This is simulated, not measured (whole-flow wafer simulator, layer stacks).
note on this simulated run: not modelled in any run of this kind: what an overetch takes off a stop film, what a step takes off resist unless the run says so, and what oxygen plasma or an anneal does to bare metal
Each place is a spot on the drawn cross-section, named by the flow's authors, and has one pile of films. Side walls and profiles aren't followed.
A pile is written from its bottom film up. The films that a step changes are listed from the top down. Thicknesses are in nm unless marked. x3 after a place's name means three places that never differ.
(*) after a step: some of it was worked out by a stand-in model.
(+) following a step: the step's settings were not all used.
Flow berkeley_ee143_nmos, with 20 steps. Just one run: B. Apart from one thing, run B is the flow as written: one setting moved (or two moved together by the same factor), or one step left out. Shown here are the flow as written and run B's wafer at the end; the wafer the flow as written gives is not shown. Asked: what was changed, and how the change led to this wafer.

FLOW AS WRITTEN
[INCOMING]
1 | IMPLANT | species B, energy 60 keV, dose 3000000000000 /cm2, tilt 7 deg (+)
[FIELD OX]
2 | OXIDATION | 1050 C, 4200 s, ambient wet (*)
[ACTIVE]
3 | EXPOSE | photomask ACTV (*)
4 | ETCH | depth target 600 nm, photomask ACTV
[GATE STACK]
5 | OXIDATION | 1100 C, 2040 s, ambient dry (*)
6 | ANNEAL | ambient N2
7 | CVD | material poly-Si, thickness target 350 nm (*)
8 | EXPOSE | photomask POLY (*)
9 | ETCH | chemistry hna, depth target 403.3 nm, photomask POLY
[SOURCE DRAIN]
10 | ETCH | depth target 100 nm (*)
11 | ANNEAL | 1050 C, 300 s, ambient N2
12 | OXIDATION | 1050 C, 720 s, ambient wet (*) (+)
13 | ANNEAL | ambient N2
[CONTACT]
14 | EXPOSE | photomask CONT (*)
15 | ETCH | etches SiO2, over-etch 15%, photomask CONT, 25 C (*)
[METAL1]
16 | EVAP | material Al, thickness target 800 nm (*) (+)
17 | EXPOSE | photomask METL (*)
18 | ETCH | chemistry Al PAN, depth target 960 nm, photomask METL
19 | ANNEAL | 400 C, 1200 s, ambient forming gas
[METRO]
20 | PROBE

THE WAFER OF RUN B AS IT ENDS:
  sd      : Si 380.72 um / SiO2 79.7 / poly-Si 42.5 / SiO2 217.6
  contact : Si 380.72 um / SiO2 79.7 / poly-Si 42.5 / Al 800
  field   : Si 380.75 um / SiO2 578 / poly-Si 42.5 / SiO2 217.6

The reason: step 9, ETCH: depth target 211.8 nm was run, while the flow as written has depth target 403.3 nm.

How this came from the change, step by step:
  9 | ETCH | chemistry hna, depth target 403.3 nm, photomask POLY
      sd, contact, field: -211.8 poly-Si (it would be, as written: -350 poly-Si (all of it))
  10 | ETCH | depth target 100 nm (*)
      sd, contact: nothing (it would be, as written: -79.7 SiO2 (all of it))
      field: nothing (it would be, as written: -100 SiO2)
  12 | OXIDATION | 1050 C, 720 s, ambient wet (*) (+)
      sd, contact: +217.6 SiO2 (new film), -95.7 poly-Si (it would be, as written: +189.4 SiO2 (new film), -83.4 Si)
      field: +217.6 SiO2 (new film), -95.7 poly-Si (it would be, as written: +69.1 SiO2, -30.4 Si)
  15 | ETCH | etches SiO2, over-etch 15%, photomask CONT, 25 C (*)
      contact: -217.6 SiO2 (all of it) (it would be, as written: -189.4 SiO2 (all of it))
